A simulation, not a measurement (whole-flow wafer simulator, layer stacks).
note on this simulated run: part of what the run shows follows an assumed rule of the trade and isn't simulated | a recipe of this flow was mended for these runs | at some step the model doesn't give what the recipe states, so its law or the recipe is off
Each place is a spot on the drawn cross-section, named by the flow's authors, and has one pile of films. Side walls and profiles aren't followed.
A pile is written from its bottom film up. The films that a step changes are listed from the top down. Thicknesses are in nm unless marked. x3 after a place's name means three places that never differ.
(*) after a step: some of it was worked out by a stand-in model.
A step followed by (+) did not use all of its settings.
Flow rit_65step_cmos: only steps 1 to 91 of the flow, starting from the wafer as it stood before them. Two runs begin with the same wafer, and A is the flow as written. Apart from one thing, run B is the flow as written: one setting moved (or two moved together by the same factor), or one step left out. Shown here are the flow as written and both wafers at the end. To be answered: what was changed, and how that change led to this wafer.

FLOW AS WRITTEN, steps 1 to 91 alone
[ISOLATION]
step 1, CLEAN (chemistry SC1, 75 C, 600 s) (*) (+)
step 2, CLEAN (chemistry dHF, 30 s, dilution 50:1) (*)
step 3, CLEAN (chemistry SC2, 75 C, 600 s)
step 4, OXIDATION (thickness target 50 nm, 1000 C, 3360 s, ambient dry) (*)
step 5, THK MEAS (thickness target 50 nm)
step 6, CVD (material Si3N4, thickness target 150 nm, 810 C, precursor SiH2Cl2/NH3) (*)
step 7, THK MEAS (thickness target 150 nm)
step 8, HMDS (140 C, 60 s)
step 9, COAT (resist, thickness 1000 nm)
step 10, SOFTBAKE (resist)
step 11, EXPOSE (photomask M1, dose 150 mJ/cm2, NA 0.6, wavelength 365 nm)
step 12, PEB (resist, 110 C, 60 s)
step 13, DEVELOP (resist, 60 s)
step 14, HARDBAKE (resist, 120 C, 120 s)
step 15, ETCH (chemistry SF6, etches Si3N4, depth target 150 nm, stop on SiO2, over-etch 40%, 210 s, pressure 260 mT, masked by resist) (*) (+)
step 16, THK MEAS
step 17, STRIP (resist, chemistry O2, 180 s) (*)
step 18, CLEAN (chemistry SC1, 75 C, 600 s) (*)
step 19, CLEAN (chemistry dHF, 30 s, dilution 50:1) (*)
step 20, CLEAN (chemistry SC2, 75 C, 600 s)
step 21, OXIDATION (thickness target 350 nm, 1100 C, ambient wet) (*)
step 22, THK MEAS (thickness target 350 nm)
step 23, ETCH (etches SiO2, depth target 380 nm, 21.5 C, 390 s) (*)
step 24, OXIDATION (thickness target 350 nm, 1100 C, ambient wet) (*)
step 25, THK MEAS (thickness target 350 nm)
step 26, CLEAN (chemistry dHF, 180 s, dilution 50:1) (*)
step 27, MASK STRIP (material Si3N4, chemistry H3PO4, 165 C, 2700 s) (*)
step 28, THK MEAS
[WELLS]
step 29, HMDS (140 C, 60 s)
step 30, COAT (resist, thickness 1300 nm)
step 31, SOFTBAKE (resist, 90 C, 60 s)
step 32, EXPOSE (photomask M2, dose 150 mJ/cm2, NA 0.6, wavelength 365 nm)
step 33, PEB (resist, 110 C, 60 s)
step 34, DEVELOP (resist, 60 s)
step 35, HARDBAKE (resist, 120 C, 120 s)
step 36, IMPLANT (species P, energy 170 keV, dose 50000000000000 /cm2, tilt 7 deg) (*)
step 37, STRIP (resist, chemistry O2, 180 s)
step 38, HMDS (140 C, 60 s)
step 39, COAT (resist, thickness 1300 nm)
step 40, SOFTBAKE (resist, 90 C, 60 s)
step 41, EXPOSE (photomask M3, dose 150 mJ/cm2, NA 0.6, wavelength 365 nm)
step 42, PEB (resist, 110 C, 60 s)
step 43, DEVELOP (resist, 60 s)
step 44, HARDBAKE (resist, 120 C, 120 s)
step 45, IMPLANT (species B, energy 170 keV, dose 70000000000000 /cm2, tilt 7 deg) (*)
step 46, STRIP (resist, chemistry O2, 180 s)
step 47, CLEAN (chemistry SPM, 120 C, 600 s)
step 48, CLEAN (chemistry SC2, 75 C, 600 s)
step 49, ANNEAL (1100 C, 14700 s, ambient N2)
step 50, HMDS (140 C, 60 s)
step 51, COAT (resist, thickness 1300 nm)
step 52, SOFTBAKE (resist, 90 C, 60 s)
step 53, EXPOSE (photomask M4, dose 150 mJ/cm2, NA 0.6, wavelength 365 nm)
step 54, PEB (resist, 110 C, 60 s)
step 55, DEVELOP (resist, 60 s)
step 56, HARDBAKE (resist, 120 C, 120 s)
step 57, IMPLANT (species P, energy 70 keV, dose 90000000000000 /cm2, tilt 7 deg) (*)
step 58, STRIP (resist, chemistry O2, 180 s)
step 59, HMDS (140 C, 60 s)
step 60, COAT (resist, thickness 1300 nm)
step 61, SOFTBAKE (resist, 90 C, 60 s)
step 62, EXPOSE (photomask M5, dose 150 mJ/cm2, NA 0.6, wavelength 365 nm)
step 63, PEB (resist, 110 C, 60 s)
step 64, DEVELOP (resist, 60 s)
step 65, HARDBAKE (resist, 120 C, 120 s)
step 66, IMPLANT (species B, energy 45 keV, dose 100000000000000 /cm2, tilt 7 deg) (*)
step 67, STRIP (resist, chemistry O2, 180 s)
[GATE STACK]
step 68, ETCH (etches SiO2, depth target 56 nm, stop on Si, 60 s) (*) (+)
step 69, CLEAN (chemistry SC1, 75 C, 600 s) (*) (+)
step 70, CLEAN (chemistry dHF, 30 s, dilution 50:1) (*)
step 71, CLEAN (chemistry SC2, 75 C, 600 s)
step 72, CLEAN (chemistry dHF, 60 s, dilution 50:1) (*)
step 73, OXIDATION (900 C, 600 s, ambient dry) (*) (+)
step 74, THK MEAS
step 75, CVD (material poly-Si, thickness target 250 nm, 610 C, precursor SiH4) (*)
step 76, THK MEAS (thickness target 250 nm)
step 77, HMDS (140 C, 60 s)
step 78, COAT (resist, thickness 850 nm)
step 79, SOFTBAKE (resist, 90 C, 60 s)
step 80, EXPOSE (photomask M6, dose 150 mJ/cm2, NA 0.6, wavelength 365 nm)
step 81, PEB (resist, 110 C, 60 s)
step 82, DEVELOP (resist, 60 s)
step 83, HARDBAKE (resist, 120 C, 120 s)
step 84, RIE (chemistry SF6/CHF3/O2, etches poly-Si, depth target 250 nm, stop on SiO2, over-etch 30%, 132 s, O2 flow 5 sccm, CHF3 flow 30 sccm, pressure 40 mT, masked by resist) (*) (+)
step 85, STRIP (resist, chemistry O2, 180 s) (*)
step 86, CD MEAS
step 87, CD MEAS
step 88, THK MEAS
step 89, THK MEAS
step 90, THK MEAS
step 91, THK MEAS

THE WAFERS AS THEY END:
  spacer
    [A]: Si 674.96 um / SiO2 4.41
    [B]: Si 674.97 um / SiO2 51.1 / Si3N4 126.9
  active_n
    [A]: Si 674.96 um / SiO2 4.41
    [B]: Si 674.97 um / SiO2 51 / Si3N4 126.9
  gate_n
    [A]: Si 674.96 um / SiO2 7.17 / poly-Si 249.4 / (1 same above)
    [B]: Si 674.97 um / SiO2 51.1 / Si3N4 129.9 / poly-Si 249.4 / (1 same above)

What caused this: step 27, MASK STRIP: material Si3N4, chemistry H3PO4, 165 C, 2700 s (*), was omitted.

Step by step, how the change led to this:
  step 30, COAT (resist, thickness 1300 nm)
      field_pw, field_nw: A resist gains 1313 (new film) | B resist gains 1380.9 (new film)
      field: A resist gains 1315.7 (new film) | B resist gains 1408.6 (new film)
      (and at 1 other place as well)
  step 33, PEB (resist, 110 C, 60 s)
      field, field_p: A resist loses 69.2 | B resist loses 74.4
      field_pw, field_nw: A resist loses 69.1 | B resist loses 72.9
  step 34, DEVELOP (resist, 60 s)
      field_nw: A resist loses 1243.9 (all of it) | B resist loses 1308.1 (all of it)
      field_p: A resist loses 1246.5 (all of it) | B resist loses 1333.8 (all of it)
  step 35, HARDBAKE (resist, 120 C, 120 s)
      field: A resist loses 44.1 | B resist loses 47.7
      field_pw: A resist loses 44 | B resist loses 46.6
  step 37, STRIP (resist, chemistry O2, 180 s)
      field: A resist loses 1202.4 (all of it) | B resist loses 1286.5 (all of it)
      field_pw: A resist loses 1199.9 (all of it) | B resist loses 1261.5 (all of it)
  step 39, COAT (resist, thickness 1300 nm)
      field_pw, field_nw: A resist gains 1313 (new film) | B resist gains 1380.9 (new film)
      field: A resist gains 1315.7 (new film) | B resist gains 1408.6 (new film)
      (and at 1 other place as well)
  step 42, PEB (resist, 110 C, 60 s)
      field, field_p: A resist loses 69.2 | B resist loses 74.4
      field_pw, field_nw: A resist loses 69.1 | B resist loses 72.9
  step 43, DEVELOP (resist, 60 s)
      field: A resist loses 1246.5 (all of it) | B resist loses 1334.2 (all of it)
      field_pw: A resist loses 1243.9 (all of it) | B resist loses 1308.1 (all of it)
  step 44, HARDBAKE (resist, 120 C, 120 s)
      field_nw: A resist loses 44 | B resist loses 46.6
      field_p: A resist loses 44.1 | B resist loses 47.6
  step 46, STRIP (resist, chemistry O2, 180 s)
      field_nw: A resist loses 1199.9 (all of it) | B resist loses 1261.5 (all of it)
      field_p: A resist loses 1202.3 (all of it) | B resist loses 1286.2 (all of it)
  step 51, COAT (resist, thickness 1300 nm)
      field_pw, field_nw: A resist gains 1313 (new film) | B resist gains 1380.9 (new film)
      field: A resist gains 1315.7 (new film) | B resist gains 1408.6 (new film)
      (and at 1 other place as well)
  step 54, PEB (resist, 110 C, 60 s)
      field, field_p: A resist loses 69.2 | B resist loses 74.4
      field_pw, field_nw: A resist loses 69.1 | B resist loses 72.9
  step 55, DEVELOP (resist, 60 s)
      field_nw: A resist loses 1243.9 (all of it) | B resist loses 1308.1 (all of it)
      field_p: A resist loses 1246.5 (all of it) | B resist loses 1333.8 (all of it)
  step 56, HARDBAKE (resist, 120 C, 120 s)
      field: A resist loses 44.1 | B resist loses 47.7
      field_pw: A resist loses 44 | B resist loses 46.6
  step 58, STRIP (resist, chemistry O2, 180 s)
      field: A resist loses 1202.4 (all of it) | B resist loses 1286.5 (all of it)
      field_pw: A resist loses 1199.9 (all of it) | B resist loses 1261.5 (all of it)
  step 60, COAT (resist, thickness 1300 nm)
      field_pw, field_nw: A resist gains 1313 (new film) | B resist gains 1380.9 (new film)
      field: A resist gains 1315.7 (new film) | B resist gains 1408.6 (new film)
      (and at 1 other place as well)
  ... 12 further steps ...
  step 84, RIE (chemistry SF6/CHF3/O2, etches poly-Si, depth target 250 nm, stop on SiO2, over-etch 30%, 132 s, O2 flow 5 sccm, CHF3 flow 30 sccm, pressure 40 mT, masked by resist) (*) (+)
      active_n, active_p, spacer, spacer_p, sd_n, sd_p, contact, m1: A poly-Si loses 250 (all of it), SiO2 loses 2.76 | B poly-Si loses 250 (all of it), Si3N4 loses 3
